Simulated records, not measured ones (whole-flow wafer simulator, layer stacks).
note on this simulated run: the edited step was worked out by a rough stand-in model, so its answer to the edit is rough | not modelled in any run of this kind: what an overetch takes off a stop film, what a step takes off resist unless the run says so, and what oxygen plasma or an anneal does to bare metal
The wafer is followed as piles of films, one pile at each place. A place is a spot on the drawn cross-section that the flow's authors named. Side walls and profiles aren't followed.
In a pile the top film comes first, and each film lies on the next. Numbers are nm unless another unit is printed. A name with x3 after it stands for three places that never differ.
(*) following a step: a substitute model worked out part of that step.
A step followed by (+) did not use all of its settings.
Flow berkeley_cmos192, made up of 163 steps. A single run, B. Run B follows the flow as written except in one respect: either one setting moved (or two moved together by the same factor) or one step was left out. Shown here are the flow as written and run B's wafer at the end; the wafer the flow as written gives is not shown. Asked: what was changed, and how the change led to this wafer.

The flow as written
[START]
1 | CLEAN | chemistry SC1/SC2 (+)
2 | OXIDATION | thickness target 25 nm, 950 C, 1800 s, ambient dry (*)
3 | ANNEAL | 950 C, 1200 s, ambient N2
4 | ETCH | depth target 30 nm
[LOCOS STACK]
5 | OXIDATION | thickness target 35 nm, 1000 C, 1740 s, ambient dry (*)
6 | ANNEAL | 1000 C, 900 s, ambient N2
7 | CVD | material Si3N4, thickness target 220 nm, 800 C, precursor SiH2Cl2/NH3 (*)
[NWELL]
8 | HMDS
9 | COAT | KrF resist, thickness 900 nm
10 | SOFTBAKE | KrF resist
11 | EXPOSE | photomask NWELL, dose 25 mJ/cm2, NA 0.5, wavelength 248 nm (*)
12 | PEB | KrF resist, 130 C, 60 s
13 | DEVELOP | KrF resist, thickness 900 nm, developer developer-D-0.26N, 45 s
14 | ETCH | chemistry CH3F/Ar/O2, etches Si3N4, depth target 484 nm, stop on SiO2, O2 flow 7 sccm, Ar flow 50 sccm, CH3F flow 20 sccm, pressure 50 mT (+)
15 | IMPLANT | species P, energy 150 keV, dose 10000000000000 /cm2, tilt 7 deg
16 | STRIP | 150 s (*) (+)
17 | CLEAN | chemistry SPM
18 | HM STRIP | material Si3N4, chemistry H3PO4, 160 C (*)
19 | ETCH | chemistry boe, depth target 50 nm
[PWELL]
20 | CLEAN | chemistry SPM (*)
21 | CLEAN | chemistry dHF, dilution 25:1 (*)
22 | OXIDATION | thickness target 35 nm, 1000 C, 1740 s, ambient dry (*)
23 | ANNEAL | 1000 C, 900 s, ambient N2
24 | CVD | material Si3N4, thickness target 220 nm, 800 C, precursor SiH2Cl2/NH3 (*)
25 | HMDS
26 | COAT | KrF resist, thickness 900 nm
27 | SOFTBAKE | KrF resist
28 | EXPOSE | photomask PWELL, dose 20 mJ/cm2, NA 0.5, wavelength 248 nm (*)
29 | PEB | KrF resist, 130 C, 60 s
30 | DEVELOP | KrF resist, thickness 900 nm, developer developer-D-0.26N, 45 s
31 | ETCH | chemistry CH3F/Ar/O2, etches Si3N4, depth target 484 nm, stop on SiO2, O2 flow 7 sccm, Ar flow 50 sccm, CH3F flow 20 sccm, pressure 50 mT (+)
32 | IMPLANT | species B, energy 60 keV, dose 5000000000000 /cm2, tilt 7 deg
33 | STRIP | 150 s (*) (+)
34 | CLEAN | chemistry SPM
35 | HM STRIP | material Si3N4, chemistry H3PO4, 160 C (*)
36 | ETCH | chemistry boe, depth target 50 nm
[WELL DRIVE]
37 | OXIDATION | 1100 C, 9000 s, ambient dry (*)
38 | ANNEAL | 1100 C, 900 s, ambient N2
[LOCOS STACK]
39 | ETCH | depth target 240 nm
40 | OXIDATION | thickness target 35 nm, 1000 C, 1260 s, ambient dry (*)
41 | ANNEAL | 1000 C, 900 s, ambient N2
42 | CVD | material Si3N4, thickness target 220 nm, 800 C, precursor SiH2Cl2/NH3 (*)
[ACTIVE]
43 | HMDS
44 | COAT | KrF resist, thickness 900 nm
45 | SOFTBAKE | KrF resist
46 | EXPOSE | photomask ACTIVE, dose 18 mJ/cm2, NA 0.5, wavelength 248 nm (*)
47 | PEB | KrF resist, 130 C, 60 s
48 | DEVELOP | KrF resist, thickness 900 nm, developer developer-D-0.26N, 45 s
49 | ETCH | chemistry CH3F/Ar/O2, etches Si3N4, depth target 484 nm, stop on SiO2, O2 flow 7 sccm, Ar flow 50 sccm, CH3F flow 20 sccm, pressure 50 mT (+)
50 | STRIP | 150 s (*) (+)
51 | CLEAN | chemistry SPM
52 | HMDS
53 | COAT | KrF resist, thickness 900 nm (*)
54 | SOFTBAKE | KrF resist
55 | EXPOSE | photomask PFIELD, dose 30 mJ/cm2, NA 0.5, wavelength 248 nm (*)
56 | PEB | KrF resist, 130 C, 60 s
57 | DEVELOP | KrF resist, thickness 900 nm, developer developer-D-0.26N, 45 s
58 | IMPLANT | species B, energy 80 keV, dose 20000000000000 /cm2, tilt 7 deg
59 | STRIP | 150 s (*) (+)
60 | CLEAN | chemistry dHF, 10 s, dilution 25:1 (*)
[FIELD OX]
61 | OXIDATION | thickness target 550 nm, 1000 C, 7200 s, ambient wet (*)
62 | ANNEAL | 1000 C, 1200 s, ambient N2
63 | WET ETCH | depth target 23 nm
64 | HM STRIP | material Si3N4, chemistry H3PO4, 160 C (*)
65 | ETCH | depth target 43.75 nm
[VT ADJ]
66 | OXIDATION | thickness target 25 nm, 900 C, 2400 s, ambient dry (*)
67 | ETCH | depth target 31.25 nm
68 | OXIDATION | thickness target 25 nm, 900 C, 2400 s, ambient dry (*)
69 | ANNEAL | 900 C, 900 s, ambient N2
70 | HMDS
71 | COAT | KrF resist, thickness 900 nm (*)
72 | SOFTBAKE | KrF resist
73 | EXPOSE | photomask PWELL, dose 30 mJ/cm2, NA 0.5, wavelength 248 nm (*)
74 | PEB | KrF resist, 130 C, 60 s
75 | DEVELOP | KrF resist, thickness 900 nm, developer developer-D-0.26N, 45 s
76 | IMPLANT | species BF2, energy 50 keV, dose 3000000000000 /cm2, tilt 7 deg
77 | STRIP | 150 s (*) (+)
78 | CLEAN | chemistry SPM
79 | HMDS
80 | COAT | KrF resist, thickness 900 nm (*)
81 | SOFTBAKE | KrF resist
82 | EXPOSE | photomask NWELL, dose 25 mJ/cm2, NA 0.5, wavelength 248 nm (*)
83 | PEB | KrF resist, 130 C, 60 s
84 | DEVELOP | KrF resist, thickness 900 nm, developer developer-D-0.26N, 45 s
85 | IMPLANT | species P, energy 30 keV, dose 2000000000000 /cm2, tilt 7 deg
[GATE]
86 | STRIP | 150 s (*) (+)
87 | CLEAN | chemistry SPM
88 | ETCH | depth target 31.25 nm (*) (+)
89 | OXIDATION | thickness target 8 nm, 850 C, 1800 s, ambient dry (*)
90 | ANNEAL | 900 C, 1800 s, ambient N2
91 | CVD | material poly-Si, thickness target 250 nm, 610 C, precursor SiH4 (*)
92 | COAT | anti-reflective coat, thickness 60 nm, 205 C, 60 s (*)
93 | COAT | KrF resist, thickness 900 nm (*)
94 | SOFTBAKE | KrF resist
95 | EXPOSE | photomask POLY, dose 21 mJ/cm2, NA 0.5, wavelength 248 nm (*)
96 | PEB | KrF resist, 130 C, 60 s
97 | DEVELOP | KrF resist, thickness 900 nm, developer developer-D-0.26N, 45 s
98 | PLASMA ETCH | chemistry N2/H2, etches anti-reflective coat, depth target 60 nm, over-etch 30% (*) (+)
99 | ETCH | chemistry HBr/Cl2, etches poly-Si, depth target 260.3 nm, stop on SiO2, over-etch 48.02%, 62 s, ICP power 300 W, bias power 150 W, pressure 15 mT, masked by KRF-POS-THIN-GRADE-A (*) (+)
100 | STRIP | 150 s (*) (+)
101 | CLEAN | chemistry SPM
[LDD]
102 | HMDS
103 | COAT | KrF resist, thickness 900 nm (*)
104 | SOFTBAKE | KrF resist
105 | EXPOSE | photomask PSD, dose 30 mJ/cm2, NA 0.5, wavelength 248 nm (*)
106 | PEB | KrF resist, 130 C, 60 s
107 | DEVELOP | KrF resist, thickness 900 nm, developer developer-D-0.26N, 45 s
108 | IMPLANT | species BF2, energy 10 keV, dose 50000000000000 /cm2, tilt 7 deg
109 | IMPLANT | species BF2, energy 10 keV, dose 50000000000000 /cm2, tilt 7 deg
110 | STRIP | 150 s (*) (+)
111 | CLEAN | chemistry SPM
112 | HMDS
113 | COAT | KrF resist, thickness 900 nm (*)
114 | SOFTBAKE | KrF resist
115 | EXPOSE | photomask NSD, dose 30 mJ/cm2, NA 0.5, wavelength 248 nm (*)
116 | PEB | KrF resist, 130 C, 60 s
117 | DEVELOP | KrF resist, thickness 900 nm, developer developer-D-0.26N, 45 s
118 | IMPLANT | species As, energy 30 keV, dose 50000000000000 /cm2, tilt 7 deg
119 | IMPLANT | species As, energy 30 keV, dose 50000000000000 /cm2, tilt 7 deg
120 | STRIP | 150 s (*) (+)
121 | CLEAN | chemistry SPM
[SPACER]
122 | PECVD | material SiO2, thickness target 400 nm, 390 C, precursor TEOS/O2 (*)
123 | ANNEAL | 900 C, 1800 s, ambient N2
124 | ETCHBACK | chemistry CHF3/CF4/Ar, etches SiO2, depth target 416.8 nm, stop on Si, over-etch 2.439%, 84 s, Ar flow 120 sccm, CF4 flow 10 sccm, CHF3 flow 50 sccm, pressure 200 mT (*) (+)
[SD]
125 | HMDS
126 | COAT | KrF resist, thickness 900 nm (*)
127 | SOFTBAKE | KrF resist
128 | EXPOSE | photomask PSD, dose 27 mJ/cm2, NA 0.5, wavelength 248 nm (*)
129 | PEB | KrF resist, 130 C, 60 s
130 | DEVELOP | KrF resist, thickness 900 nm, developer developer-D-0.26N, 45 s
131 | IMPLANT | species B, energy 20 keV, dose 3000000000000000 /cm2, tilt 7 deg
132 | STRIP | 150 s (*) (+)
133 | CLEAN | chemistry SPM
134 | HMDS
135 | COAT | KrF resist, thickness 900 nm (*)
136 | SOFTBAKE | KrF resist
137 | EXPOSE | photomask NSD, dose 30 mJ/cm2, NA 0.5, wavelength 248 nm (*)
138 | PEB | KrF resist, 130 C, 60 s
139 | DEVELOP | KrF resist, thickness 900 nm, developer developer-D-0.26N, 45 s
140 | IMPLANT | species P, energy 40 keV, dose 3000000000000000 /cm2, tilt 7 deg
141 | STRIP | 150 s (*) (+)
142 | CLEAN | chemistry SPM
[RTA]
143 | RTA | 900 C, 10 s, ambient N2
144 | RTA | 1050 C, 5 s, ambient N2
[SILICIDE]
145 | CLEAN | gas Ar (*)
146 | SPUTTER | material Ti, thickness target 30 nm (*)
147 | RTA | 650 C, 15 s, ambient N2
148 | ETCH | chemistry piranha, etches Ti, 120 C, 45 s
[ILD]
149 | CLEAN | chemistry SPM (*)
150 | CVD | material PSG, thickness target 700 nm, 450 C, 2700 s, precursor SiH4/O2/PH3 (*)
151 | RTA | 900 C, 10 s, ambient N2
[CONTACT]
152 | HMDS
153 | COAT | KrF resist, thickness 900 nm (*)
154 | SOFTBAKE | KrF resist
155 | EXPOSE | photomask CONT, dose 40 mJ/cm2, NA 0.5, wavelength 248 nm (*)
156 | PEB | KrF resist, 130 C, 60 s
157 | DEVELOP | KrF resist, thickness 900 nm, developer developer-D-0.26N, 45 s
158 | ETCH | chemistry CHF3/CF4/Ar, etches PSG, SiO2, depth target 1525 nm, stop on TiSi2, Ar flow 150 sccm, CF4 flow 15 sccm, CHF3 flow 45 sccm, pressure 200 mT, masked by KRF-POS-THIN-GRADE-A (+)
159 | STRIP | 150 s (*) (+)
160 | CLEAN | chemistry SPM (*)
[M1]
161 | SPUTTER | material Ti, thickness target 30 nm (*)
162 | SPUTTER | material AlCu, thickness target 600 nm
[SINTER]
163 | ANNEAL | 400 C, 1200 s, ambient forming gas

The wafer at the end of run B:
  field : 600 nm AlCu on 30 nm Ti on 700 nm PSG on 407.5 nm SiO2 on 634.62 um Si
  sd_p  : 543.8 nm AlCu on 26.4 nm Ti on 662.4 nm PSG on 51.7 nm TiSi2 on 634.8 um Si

The reason: step 88, ETCH: depth target 18.75 nm was run, though the flow has depth target 31.25 nm.

How this came from the change, step by step:
  88 | ETCH | depth target 31.25 nm (*) (+)
      field: -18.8 SiO2 (it would be, as written: -31.2 SiO2)
  92 | COAT | anti-reflective coat, thickness 60 nm, 205 C, 60 s (*)
      sd_n: +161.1 anti-reflective coat (new film) (it would be, as written: +152.4 anti-reflective coat (new film))
      spacer_n: +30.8 anti-reflective coat (new film) (it would be, as written: +33.8 anti-reflective coat (new film))
      (as well as at 5 more places)
  98 | PLASMA ETCH | chemistry N2/H2, etches anti-reflective coat, depth target 60 nm, over-etch 30% (*) (+)
      sd_n: -161.1 anti-reflective coat (all of it), -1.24 poly-Si (it would be, as written: -152.4 anti-reflective coat (all of it), -1.17 poly-Si)
      spacer_n: -30.8 anti-reflective coat (all of it), -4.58 poly-Si (it would be, as written: -33.8 anti-reflective coat (all of it), -4.21 poly-Si)
      (as well as at 3 more places)
  100 | STRIP | 150 s (*) (+)
      gate: +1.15 chemical SiO2 (new film), -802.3 KrF resist (all of it), -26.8 anti-reflective coat (all of it), -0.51 poly-Si (it would be, as written: +1.15 chemical SiO2 (new film), -791.8 KrF resist (all of it), -30 anti-reflective coat (all of it), -0.51 poly-Si)
      gate_p: +1.15 chemical SiO2 (new film), -772 KrF resist (all of it), -28.7 anti-reflective coat (all of it), -0.51 poly-Si (it would be, as written: +1.15 chemical SiO2 (new film), -765.1 KrF resist (all of it), -31 anti-reflective coat (all of it), -0.51 poly-Si)
